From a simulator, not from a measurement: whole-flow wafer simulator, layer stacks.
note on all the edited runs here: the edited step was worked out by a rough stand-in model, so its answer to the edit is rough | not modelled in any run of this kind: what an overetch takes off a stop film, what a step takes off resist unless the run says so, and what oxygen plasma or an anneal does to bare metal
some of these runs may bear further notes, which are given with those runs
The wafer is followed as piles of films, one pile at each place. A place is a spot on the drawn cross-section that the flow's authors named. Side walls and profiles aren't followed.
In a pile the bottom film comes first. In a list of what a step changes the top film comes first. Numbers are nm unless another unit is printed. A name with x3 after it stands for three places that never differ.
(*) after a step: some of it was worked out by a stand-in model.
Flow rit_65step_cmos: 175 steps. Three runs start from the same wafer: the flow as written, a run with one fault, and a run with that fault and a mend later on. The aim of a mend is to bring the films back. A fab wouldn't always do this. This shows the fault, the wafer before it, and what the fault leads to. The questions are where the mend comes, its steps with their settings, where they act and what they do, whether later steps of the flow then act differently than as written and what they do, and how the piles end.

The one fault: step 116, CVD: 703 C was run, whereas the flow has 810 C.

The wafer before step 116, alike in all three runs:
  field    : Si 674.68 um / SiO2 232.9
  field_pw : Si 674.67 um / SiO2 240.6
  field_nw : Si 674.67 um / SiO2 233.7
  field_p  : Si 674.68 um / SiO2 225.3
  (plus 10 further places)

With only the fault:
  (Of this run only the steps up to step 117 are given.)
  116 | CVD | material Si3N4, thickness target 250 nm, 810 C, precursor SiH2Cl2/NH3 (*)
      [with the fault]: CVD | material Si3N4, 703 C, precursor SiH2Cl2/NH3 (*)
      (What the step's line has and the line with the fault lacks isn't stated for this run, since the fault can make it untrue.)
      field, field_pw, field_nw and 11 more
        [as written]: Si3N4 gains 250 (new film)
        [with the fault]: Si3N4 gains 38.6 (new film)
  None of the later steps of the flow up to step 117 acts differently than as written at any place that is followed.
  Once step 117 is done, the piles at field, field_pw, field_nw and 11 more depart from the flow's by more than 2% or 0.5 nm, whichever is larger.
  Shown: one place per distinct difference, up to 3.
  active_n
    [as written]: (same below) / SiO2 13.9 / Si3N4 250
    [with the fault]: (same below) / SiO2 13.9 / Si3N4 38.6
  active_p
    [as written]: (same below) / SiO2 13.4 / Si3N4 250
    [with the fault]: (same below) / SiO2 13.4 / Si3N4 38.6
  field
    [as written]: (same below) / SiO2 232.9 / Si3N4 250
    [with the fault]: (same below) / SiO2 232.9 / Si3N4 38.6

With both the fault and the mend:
  After step 117 comes the mend.
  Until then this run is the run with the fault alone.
  117a | ETCH | chemistry h3po4, depth target 44.42 nm
      field, field_pw, field_nw and 11 more
        Si3N4 loses 38.6 (all of it)
  117b | CLEAN | chemistry SC2, 75 C, 600 s (a further turn of the flow's step 115)
      does not change any film at any place that is followed
  117c | CVD | material Si3N4, thickness target 250 nm, 810 C, precursor SiH2Cl2/NH3 (*) (a further turn of the flow's step 116)
      field, field_pw, field_nw and 11 more
        Si3N4 gains 250 (new film)
  None of the later steps of the flow acts differently than as written at any place that is followed.
  By the end, the piles equal the flow's at every place that both follow.
